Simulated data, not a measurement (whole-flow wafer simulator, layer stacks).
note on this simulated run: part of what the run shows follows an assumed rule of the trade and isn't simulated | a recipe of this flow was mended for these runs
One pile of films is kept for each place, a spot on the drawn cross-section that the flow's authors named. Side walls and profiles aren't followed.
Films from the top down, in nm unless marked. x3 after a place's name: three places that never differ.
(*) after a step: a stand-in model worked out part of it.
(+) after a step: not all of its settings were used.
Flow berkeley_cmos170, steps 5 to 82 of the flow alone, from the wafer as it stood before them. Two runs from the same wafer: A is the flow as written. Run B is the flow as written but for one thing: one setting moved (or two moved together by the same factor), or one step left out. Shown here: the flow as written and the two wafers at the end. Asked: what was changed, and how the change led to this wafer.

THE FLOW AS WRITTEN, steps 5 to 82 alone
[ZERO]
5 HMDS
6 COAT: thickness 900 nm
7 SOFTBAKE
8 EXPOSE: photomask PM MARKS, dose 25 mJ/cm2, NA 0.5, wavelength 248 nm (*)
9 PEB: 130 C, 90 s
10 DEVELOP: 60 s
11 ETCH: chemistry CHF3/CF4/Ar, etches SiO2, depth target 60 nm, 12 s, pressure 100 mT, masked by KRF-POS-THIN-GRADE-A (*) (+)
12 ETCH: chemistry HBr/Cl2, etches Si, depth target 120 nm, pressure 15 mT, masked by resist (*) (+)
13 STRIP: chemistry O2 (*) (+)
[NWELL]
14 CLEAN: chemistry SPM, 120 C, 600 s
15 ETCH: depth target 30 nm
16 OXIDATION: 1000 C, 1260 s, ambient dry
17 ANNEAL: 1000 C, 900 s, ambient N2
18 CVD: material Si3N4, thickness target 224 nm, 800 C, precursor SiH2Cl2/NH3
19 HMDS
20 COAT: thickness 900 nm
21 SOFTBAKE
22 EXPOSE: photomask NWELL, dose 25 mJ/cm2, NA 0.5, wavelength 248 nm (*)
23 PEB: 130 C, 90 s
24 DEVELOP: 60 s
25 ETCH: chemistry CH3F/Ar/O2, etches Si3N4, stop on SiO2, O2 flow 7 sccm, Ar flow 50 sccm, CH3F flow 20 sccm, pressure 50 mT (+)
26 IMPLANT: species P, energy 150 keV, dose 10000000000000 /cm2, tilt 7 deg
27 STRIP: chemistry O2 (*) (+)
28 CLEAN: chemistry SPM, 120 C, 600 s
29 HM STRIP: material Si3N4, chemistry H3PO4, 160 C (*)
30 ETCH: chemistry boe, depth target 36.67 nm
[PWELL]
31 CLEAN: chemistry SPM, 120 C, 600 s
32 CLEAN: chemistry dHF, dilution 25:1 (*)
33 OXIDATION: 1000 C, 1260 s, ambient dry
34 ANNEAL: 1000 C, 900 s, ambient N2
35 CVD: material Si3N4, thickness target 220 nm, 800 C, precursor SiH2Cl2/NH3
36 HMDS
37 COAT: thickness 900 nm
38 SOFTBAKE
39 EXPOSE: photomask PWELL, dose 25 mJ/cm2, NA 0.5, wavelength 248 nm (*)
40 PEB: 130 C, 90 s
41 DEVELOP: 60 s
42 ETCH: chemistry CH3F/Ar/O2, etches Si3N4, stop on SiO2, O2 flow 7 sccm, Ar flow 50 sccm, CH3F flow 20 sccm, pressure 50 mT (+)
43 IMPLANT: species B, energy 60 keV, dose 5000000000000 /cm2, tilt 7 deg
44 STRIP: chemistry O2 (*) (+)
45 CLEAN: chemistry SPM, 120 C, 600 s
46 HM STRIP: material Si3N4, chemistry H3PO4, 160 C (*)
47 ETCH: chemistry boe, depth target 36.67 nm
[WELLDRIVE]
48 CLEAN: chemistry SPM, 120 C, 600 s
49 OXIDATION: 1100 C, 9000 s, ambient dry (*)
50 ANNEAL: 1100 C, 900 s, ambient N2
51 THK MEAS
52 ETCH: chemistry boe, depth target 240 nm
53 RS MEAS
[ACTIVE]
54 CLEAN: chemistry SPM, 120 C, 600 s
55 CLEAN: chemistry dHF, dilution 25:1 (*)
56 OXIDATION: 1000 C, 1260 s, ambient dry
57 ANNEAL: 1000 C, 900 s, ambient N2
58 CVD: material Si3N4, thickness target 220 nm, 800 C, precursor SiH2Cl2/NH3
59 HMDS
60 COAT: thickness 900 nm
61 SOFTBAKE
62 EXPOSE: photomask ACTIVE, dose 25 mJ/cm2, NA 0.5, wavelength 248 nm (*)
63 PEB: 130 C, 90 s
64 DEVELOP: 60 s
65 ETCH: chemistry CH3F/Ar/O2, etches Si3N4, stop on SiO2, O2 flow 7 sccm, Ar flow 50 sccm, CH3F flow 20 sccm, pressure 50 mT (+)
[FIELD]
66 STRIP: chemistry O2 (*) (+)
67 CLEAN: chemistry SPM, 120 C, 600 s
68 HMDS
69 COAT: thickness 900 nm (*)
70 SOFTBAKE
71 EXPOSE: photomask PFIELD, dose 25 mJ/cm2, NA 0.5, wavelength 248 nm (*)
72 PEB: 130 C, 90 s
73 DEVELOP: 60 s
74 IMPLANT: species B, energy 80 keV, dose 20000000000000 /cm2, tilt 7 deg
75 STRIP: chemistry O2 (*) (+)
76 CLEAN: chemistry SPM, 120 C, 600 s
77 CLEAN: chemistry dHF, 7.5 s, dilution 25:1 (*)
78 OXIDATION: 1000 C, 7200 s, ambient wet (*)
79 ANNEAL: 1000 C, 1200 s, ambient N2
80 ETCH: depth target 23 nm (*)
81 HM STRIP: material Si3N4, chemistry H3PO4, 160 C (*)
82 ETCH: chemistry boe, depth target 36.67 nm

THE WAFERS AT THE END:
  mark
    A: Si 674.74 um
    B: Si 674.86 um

The cause: step 12, ETCH: chemistry HBr/Cl2, etches Si, depth target 120 nm, pressure 15 mT, masked by resist (*) (+), was left out.

How the change led to this, step by step:
  13 STRIP: chemistry O2 (*) (+)
      field, sd_n, spacer_n and 9 more: A KrF-resist -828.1 (all of it) | B KrF-resist -868.1 (all of it)
